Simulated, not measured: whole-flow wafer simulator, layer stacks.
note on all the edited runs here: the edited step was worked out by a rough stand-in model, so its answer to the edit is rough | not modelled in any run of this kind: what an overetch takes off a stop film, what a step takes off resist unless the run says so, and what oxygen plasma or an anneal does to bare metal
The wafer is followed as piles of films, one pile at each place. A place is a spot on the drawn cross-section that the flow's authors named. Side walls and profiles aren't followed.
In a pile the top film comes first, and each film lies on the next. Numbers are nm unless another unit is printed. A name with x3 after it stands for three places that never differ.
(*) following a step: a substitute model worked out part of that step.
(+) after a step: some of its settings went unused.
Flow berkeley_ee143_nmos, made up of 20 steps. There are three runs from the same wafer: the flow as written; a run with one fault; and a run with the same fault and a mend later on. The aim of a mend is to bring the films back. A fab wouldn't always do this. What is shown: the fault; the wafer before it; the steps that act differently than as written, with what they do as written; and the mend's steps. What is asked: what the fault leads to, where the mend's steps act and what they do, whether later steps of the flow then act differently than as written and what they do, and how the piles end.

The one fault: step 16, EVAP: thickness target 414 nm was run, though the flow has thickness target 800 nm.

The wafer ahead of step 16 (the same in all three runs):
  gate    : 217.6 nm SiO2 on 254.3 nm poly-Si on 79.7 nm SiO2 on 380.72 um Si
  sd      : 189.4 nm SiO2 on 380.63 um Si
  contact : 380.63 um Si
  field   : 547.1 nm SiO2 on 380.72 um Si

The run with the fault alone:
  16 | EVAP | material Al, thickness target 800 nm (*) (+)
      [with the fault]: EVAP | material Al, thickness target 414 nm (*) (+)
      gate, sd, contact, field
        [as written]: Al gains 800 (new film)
        [with the fault]: Al gains 414 (new film)
  Steps further on in the flow that do not act as written:
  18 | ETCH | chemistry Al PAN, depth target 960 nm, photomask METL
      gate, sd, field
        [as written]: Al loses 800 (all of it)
        [with the fault]: Al loses 414 (all of it)
  At contact, the piles at the end differ from the flow's by more than 2% or 0.5 nm, whichever is larger.
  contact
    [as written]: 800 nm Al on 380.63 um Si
    [with the fault]: 414 nm Al on 380.63 um Si

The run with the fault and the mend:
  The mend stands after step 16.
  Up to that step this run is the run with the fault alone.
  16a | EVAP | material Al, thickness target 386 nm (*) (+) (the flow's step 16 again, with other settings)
      gate, sd, contact, field
        Al gains 386
  None of the later steps of the flow acts differently than as written at any place that is followed.
  By the end, the piles equal the flow's at every place that both follow.
